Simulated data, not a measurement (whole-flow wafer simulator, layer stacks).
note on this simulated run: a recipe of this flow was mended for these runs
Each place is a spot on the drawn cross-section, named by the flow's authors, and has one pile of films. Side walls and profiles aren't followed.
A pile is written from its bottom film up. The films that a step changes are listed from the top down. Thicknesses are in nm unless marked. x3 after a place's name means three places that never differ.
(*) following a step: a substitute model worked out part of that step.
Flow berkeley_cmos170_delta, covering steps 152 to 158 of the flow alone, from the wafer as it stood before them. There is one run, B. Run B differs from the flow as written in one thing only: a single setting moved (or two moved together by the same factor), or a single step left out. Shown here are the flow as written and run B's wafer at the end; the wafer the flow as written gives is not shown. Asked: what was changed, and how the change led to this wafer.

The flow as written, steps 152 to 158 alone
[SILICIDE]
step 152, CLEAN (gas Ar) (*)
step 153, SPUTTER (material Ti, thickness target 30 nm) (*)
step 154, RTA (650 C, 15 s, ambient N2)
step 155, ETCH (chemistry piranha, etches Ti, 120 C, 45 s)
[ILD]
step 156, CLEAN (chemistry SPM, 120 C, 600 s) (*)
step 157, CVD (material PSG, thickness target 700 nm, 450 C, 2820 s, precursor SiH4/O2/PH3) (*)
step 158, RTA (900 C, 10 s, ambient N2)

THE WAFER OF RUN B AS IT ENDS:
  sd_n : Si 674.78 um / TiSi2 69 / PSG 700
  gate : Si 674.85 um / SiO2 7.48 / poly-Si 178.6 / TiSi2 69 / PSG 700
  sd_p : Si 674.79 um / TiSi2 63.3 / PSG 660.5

What caused this: step 153, SPUTTER: thickness target 37 nm was run, whereas the flow has thickness target 30 nm.

The path from the change to this, step by step:
  step 153, SPUTTER (material Ti, thickness target 30 nm) (*)
      field, sd_n, spacer_n, gate, spacer_p, gate_p, contact x2: Ti gains 37 (new film) (in the flow as written it would be: Ti gains 30 (new film))
      sd_p: Ti gains 33.9 (new film) (in the flow as written it would be: Ti gains 27.5 (new film))
  step 154, RTA (650 C, 15 s, ambient N2)
      sd_n, contact x2: Ti loses 28.9, TiSi first gains 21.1 (new film), TiSi2 C49 gains 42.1 (new film), Si loses 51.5 (in the flow as written it would be: Ti loses 23.4, TiSi first gains 6.2 (new film), TiSi2 C49 gains 50.3 (new film), Si loses 49)
      gate, gate_p: Ti loses 28.9, TiSi first gains 21.1 (new film), TiSi2 C49 gains 42.1 (new film), poly-Si loses 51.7 (in the flow as written it would be: Ti loses 23.4, TiSi first gains 6.2 (new film), TiSi2 C49 gains 50.3 (new film), poly-Si loses 49.2)
      (also at 1 further place)
  step 155, ETCH (chemistry piranha, etches Ti, 120 C, 45 s)
      sd_n, gate, gate_p, contact x2: Ti loses 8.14 (all of it), TiSi first loses 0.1 (in the flow as written it would be: Ti loses 6.6 (all of it), TiSi first loses 0.1)
      field, spacer_n, spacer_p: Ti loses 37 (all of it) (in the flow as written it would be: Ti loses 30 (all of it))
      (also at 1 further place)
  step 158, RTA (900 C, 10 s, ambient N2)
      sd_n, contact x2: under 1 film: TiSi2 gains 69 (new film), TiSi first loses 20.9 (all of it), TiSi2 C49 loses 42.1 (all of it), Si loses 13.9 (in the flow as written it would be: under 1 film: TiSi2 gains 55.9 (new film), TiSi first loses 6.09 (all of it), TiSi2 C49 loses 50.3 (all of it), Si loses 4.05)
      gate, gate_p: under 1 film: TiSi2 gains 69 (new film), TiSi first loses 20.9 (all of it), TiSi2 C49 loses 42.1 (all of it), poly-Si loses 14 (in the flow as written it would be: under 1 film: TiSi2 gains 55.9 (new film), TiSi first loses 6.09 (all of it), TiSi2 C49 loses 50.3 (all of it), poly-Si loses 4.06)
      (also at 1 further place)
